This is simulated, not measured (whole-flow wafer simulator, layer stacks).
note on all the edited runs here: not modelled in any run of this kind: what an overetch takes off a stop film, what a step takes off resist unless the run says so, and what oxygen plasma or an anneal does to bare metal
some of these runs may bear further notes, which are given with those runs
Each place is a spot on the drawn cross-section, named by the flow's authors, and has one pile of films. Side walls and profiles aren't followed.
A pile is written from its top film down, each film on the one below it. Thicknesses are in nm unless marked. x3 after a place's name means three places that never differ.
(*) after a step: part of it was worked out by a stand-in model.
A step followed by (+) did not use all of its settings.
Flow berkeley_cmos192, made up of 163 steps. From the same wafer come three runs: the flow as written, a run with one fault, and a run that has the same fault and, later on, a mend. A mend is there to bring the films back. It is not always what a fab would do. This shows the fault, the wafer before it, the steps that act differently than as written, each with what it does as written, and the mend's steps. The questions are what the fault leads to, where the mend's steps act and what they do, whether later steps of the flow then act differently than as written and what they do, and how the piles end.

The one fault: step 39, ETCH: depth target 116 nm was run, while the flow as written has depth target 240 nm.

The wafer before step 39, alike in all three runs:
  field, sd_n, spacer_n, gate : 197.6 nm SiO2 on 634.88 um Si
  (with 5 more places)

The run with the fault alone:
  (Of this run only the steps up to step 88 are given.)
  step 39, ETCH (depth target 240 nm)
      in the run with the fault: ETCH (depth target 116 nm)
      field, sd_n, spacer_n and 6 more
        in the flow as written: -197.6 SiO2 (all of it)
        in the run with the fault: -116 SiO2
  Later steps of the flow acting differently than as written (8 other steps are not shown; they differ only slightly, by no more than 2% or 0.5 nm, whichever is larger):
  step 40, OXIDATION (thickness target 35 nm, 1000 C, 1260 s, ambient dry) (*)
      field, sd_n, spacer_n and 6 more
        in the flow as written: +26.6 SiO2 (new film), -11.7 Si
        in the run with the fault: +12.6 SiO2, -5.56 Si
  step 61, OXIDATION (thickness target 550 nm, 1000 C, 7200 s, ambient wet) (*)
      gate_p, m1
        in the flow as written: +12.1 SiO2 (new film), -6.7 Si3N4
        in the run with the fault: +12.1 SiO2 (new film), -6.7 Si3N4, +0.1 SiO2
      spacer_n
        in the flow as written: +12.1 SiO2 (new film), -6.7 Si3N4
        in the run with the fault: +12.1 SiO2 (new film), -6.7 Si3N4, +0.18 SiO2, -0.1 Si
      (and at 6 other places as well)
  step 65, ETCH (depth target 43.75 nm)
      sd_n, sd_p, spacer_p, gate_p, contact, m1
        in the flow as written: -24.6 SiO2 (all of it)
        in the run with the fault: -43.8 SiO2
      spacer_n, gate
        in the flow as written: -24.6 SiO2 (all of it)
        in the run with the fault: -43.7 SiO2
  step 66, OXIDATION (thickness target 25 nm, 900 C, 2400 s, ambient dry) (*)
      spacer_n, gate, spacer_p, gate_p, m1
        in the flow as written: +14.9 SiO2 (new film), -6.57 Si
        in the run with the fault: +8.28 SiO2, -3.64 Si
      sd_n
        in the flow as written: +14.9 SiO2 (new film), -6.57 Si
        in the run with the fault: +7.65 SiO2, -3.37 Si
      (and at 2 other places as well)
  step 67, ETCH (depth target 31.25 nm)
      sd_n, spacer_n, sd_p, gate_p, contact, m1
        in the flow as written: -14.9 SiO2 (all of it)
        in the run with the fault: -31.2 SiO2
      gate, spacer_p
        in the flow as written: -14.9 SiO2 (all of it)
        in the run with the fault: -31.3 SiO2
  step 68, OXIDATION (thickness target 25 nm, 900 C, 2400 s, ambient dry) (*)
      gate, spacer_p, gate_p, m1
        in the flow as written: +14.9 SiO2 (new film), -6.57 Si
        in the run with the fault: +8.17 SiO2, -3.59 Si
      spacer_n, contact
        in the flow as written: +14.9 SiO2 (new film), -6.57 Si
        in the run with the fault: +8.16 SiO2, -3.59 Si
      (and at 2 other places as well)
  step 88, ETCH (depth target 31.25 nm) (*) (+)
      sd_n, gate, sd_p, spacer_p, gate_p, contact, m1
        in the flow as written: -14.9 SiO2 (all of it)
        in the run with the fault: -31.2 SiO2
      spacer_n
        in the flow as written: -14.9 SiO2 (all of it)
        in the run with the fault: -31.3 SiO2
  The piles after step 88 differ from the flow's at field, sd_n, spacer_n and 6 more by more than 2% or 0.5 nm, whichever is larger.
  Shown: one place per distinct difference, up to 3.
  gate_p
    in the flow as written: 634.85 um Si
    in the run with the fault: 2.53 nm SiO2 on 634.86 um Si
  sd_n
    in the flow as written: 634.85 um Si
    in the run with the fault: 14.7 nm SiO2 on 634.86 um Si
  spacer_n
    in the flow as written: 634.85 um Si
    in the run with the fault: 2.6 nm SiO2 on 634.86 um Si

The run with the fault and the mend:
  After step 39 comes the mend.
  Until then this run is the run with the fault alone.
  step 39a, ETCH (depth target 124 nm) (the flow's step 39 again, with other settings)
      field, sd_n, spacer_n and 6 more
        -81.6 SiO2 (all of it)
  Later steps of the flow that are run all act as written at every place that is followed.
  The piles end the same as the flow's at every place that both follow.
